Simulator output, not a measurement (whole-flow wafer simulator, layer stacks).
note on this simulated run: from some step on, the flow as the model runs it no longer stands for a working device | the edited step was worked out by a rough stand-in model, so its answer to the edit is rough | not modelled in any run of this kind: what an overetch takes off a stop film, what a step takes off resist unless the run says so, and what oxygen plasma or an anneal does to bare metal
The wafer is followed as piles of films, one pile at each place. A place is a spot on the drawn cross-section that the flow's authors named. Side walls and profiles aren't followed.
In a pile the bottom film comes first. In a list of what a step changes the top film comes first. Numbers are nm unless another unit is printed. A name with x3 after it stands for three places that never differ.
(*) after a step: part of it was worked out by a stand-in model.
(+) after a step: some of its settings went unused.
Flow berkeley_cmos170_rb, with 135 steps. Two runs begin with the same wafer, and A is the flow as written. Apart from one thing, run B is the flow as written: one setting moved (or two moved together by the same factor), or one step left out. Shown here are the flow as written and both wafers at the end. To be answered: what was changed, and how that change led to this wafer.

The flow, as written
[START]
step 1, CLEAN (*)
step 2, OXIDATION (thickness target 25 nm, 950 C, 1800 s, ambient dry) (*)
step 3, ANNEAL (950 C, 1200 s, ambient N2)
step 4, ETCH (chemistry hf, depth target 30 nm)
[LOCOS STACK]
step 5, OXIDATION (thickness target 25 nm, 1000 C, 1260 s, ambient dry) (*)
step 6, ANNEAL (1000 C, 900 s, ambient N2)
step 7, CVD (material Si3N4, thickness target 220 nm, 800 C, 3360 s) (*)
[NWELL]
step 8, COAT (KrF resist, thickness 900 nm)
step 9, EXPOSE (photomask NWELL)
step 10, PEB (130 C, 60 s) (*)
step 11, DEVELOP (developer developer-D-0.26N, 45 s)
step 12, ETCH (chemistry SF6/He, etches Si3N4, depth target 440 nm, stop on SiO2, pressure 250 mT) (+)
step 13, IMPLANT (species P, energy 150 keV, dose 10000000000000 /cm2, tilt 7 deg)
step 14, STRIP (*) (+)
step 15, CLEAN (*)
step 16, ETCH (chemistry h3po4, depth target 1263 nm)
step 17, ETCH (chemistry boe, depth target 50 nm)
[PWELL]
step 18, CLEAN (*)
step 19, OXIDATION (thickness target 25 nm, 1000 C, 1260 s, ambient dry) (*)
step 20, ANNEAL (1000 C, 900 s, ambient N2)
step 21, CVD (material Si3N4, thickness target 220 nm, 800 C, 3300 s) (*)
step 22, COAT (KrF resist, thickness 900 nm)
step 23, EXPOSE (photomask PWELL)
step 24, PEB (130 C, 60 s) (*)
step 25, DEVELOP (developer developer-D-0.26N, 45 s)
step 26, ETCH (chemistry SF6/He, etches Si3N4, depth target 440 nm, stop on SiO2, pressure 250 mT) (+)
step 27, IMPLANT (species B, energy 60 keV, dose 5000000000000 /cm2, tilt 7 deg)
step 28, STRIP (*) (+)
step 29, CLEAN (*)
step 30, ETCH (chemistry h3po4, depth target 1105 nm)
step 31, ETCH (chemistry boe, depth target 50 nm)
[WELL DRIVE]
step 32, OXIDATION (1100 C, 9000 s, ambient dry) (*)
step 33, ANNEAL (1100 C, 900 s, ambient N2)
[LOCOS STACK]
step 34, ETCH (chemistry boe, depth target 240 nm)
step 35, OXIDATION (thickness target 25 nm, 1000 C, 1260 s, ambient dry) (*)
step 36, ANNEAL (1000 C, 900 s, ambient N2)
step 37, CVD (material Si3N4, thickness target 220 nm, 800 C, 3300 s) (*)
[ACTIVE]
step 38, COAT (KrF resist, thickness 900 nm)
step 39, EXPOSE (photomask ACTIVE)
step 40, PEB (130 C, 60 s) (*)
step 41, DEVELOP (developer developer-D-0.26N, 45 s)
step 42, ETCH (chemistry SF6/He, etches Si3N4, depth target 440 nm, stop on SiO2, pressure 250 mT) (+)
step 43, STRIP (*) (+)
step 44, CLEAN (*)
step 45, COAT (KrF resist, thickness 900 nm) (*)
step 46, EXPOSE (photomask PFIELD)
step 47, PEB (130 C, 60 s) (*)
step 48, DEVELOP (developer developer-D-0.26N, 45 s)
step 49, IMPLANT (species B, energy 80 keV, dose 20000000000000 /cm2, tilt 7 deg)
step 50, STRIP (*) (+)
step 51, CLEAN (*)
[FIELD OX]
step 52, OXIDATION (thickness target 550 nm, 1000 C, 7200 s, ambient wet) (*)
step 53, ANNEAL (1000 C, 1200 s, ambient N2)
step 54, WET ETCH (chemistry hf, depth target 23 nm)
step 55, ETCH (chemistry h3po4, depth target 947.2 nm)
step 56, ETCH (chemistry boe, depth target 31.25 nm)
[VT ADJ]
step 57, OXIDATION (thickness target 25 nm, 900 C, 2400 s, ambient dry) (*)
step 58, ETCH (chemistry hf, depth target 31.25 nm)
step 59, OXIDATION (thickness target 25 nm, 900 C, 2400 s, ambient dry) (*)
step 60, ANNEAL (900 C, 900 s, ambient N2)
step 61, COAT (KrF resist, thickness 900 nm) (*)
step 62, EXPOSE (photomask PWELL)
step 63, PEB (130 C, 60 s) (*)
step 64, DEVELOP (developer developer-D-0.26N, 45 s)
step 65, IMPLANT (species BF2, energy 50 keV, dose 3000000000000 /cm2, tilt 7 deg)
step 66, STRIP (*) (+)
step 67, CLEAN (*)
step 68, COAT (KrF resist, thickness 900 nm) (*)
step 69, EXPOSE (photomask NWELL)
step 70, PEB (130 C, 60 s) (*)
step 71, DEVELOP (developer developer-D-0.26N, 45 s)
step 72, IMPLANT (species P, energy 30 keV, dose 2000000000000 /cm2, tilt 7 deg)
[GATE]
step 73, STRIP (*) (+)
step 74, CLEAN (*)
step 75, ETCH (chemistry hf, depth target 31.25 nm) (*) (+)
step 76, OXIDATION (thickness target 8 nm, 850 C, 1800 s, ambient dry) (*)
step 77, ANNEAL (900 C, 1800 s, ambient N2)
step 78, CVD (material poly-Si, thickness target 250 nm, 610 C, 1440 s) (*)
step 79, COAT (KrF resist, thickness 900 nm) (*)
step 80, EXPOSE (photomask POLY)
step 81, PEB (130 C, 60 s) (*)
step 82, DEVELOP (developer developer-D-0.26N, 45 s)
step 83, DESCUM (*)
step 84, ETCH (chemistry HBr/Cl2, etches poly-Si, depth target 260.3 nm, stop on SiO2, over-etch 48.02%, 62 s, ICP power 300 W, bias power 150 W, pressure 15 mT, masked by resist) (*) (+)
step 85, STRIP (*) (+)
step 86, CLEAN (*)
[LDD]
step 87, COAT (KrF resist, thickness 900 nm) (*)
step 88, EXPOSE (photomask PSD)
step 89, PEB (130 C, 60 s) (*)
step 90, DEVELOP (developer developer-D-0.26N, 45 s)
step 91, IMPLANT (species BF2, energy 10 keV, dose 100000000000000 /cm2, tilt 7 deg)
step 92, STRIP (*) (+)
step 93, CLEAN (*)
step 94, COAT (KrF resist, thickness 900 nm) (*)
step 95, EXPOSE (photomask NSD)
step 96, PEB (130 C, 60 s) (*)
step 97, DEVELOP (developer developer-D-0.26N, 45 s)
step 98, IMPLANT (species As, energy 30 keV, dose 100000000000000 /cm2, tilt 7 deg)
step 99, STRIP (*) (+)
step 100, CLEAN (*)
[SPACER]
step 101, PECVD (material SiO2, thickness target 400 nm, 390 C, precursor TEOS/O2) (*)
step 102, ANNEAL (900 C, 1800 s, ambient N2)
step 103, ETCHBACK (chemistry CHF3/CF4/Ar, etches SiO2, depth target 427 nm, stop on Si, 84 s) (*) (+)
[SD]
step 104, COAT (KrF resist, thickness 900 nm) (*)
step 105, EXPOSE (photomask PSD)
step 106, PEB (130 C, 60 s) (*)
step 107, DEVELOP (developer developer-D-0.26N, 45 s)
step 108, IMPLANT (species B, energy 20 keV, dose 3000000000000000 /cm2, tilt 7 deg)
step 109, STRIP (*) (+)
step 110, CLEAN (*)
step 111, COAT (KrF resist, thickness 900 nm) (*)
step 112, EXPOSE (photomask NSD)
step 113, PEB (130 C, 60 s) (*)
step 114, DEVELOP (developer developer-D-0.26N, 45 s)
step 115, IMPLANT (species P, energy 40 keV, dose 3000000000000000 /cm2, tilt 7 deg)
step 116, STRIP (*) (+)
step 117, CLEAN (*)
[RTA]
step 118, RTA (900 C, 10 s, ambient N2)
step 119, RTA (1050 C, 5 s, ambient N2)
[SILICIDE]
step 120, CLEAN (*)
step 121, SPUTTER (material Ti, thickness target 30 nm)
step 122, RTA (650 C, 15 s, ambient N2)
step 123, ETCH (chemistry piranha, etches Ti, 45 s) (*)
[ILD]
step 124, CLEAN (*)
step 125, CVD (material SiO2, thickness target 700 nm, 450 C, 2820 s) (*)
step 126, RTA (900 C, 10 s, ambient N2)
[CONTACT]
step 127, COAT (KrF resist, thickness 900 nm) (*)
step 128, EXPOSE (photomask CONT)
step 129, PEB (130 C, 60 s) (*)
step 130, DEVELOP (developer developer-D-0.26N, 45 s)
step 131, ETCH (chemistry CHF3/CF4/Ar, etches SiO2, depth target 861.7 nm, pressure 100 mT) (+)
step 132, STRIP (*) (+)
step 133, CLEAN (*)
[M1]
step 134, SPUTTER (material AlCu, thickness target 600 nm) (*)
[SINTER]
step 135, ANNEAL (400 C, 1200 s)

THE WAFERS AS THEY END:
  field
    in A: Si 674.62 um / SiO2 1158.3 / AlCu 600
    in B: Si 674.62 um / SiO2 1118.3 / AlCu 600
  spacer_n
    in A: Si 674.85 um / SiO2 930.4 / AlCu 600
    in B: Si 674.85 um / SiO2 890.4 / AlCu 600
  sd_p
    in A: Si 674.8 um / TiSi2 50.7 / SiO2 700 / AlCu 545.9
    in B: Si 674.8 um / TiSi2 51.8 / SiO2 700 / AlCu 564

Cause: step 101, PECVD: thickness target 360 nm was run, whereas the flow has thickness target 400 nm.

How this came from the change, step by step:
  step 101, PECVD (material SiO2, thickness target 400 nm, 390 C, precursor TEOS/O2) (*)
      field, sd_n, contact, m1: A SiO2 gains 400 | B SiO2 gains 360
      gate, gate_p: A SiO2 gains 400 (new film) | B SiO2 gains 360 (new film)
      (as well as at 3 more places)
  step 103, ETCHBACK (chemistry CHF3/CF4/Ar, etches SiO2, depth target 427 nm, stop on Si, 84 s) (*) (+)
      sd_n, contact, m1: A SiO2 loses 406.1 (all of it) | B SiO2 loses 366.1 (all of it)
      gate, gate_p: A SiO2 loses 400 (all of it) | B SiO2 loses 360 (all of it)
      (as well as at 1 more place)
  step 104, COAT (KrF resist, thickness 900 nm) (*)
      field: A KrF resist gains 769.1 (new film) | B KrF resist gains 791.4 (new film)
      spacer_n: A KrF resist gains 766.3 (new film) | B KrF resist gains 792.4 (new film)
      (as well as at 1 more place)
  step 107, DEVELOP (developer developer-D-0.26N, 45 s)
      spacer_p: A KrF resist loses 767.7 (all of it) | B KrF resist loses 793.4 (all of it)
  step 109, STRIP (*) (+)
      field: A KrF resist loses 754.9 (all of it) | B KrF resist loses 777.2 (all of it)
      spacer_n: A KrF resist loses 752.1 (all of it) | B KrF resist loses 778.2 (all of it)
  step 111, COAT (KrF resist, thickness 900 nm) (*)
      field: A KrF resist gains 769.1 (new film) | B KrF resist gains 791.4 (new film)
      spacer_n: A KrF resist gains 766.3 (new film) | B KrF resist gains 792.4 (new film)
      (as well as at 1 more place)
  step 114, DEVELOP (developer developer-D-0.26N, 45 s)
      spacer_n: A KrF resist loses 766.3 (all of it) | B KrF resist loses 792.4 (all of it)
  step 116, STRIP (*) (+)
      field: A KrF resist loses 754.9 (all of it) | B KrF resist loses 777.2 (all of it)
      spacer_p: A KrF resist loses 753.5 (all of it) | B KrF resist loses 779.2 (all of it)
  step 121, SPUTTER (material Ti, thickness target 30 nm)
      sd_p: A Ti gains 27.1 (new film) | B Ti gains 27.7 (new film)
  step 122, RTA (650 C, 15 s, ambient N2)
      sd_p: A Ti loses 21.1, TiSi first gains 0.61 (new film), TiSi2 C49 gains 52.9 (new film), Si loses 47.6 | B Ti loses 21.6, TiSi first gains 1.76 (new film), TiSi2 C49 gains 52.4 (new film), Si loses 47.9
  step 126, RTA (900 C, 10 s, ambient N2)
      sd_p: A under 1 film: TiSi2 gains 50.7 (new film), TiSi first loses 0.61 (all of it), TiSi2 C49 loses 52.9 (all of it), Si loses 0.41 | B under 1 film: TiSi2 gains 51.8 (new film), TiSi first loses 1.76 (all of it), TiSi2 C49 loses 52.4 (all of it), Si loses 1.17
  step 127, COAT (KrF resist, thickness 900 nm) (*)
      sd_n: A KrF resist gains 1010 (new film) | B KrF resist gains 988.3 (new film)
      gate: A KrF resist gains 798.4 (new film) | B KrF resist gains 775.8 (new film)
      (as well as at 2 more places)
  step 132, STRIP (*) (+)
      field: A KrF resist loses 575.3 (all of it) | B KrF resist loses 591.2 (all of it)
      sd_n: A KrF resist loses 780.4 (all of it) | B KrF resist loses 758.7 (all of it)
      (as well as at 6 more places)
  step 134, SPUTTER (material AlCu, thickness target 600 nm) (*)
      sd_p: A AlCu gains 545.9 (new film) | B AlCu gains 564 (new film)
